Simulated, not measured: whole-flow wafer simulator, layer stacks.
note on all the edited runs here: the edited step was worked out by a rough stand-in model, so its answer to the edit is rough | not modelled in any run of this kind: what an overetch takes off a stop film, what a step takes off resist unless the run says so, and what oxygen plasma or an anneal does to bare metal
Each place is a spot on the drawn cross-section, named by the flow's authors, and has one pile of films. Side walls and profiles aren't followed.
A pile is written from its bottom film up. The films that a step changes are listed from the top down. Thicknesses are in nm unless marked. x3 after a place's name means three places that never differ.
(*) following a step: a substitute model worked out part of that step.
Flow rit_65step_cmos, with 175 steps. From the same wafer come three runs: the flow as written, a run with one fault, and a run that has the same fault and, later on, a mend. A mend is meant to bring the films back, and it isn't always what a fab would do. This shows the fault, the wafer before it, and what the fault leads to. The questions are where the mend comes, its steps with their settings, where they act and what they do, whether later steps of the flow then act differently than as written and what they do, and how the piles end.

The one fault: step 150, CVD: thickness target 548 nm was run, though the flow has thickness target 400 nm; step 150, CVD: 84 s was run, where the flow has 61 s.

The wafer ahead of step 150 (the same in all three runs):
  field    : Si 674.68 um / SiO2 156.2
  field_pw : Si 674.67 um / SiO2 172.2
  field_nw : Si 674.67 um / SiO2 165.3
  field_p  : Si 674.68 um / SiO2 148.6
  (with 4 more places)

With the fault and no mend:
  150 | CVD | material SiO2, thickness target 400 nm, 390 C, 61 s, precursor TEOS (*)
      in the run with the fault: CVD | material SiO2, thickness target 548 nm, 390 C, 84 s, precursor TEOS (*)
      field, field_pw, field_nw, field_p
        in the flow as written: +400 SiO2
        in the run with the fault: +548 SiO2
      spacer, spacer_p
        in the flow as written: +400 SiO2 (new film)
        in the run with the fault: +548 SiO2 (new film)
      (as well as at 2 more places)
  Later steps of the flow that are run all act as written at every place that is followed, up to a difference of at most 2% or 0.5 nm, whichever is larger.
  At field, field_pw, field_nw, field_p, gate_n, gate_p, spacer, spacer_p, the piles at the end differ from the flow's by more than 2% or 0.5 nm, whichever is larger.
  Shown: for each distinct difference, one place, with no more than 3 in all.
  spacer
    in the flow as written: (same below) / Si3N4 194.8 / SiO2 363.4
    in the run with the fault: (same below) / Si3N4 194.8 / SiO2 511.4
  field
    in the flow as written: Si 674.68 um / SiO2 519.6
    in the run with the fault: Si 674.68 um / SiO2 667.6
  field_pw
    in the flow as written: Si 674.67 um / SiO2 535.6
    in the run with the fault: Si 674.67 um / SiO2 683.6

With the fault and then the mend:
  The mend follows step 151.
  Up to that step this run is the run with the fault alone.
  151a | ETCH | chemistry boe, depth target 149.9 nm
      field, field_pw, field_nw, field_p, gate_n, gate_p, spacer, spacer_p
        -149.9 SiO2
  Later steps of the flow that are run all act as written at every place that is followed, up to a difference of at most 2% or 0.5 nm, whichever is larger.
  At the end the piles are close to the flow's at the places that both follow, differing by at most 2% or 0.5 nm, whichever is larger.
